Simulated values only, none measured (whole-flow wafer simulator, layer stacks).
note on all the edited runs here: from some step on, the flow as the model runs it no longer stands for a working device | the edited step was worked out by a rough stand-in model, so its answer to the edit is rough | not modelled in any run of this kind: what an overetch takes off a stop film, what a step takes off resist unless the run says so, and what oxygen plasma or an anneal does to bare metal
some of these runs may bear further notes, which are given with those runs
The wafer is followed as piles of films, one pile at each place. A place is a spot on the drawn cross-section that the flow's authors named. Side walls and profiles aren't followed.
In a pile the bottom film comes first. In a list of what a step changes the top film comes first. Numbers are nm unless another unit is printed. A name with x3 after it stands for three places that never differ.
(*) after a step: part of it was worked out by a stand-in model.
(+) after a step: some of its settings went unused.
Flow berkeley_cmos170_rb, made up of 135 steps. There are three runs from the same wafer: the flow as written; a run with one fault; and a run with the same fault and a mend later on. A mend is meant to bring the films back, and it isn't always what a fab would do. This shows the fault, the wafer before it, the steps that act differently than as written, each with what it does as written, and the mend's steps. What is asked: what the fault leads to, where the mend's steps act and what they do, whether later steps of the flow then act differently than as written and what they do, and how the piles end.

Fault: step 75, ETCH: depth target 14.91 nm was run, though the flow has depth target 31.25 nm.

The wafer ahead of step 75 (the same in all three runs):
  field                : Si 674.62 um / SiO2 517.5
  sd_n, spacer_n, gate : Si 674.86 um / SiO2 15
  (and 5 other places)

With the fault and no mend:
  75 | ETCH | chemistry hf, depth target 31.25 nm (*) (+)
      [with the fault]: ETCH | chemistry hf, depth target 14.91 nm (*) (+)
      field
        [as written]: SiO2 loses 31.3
        [with the fault]: SiO2 loses 14.9
  Steps later in the flow that act otherwise than as written (23 more steps, not shown, differ only slightly: by at most 2% or 0.5 nm, whichever is larger):
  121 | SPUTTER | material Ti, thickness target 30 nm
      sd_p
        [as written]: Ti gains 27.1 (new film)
        [with the fault]: Ti gains 25.5 (new film)
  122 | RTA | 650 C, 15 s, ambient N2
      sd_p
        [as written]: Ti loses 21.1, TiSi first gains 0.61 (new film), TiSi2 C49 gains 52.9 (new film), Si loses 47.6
        [with the fault]: Ti loses 19.9, TiSi2 C49 gains 50.6 (new film), Si loses 45.1
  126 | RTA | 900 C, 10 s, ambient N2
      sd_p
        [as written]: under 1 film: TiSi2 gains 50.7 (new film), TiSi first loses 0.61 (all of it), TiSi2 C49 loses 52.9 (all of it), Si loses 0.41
        [with the fault]: under 1 film: TiSi2 gains 47.6 (new film), TiSi2 C49 loses 50.6 (all of it)
  The piles end different from the flow's at sd_p by more than 2% or 0.5 nm, whichever is larger.
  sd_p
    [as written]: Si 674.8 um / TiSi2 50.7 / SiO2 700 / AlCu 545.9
    [with the fault]: Si 674.81 um / TiSi2 47.6 / SiO2 700 / AlCu 541.4

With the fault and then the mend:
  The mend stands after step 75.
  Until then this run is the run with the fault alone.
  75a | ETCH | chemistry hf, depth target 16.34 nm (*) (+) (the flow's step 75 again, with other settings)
      field
        SiO2 loses 16.3
  Later steps of the flow that are run all act as written at every place that is followed, up to a difference of at most 2% or 0.5 nm, whichever is larger.
  By the end, the piles equal the flow's at every place that both follow.
